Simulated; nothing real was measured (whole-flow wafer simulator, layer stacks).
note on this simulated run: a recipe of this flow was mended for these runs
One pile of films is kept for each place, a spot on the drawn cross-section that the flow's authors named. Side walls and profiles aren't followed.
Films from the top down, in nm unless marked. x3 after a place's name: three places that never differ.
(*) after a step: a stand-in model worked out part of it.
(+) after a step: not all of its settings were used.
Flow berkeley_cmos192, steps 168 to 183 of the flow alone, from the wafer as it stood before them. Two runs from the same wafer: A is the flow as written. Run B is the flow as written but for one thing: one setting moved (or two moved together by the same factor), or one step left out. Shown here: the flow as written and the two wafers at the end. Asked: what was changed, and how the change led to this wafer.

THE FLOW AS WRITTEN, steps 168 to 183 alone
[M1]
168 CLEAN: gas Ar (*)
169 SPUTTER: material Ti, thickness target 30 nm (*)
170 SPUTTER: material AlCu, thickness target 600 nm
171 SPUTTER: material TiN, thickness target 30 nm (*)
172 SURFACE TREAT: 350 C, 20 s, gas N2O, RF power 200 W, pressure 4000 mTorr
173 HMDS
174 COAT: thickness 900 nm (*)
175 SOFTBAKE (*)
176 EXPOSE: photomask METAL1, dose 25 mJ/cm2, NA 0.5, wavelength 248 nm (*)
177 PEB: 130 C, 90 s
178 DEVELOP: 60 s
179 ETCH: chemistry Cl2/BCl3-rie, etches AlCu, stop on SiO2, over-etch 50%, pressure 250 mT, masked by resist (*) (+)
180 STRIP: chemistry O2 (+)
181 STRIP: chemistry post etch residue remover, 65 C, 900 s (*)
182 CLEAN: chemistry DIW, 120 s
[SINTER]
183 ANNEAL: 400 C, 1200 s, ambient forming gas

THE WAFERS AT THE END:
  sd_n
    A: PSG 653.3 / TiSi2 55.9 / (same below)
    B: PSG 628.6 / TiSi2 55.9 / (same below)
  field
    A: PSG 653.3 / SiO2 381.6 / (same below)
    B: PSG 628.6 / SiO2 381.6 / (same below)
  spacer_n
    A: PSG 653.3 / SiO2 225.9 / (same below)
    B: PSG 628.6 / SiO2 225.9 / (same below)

The cause: step 179, ETCH: over-etch 80% was run, where the flow has over-etch 50%.

How the change led to this, step by step:
  179 ETCH: chemistry Cl2/BCl3-rie, etches AlCu, stop on SiO2, over-etch 50%, pressure 250 mT, masked by resist (*) (+)
      field, sd_n, spacer_n, gate, spacer_p, gate_p: A TiN -30 (all of it), AlCu -600 (all of it), Ti -30 (all of it), PSG -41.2 | B TiN -30 (all of it), AlCu -600 (all of it), Ti -30 (all of it), PSG -66
      contact, m1: A KrF-resist -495 | B KrF-resist -594
      (and at 1 more place)
  180 STRIP: chemistry O2 (+)
      contact: A KrF-resist -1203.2 (all of it) | B KrF-resist -1104.2 (all of it)
      m1: A KrF-resist -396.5 (all of it) | B KrF-resist -297.5 (all of it)
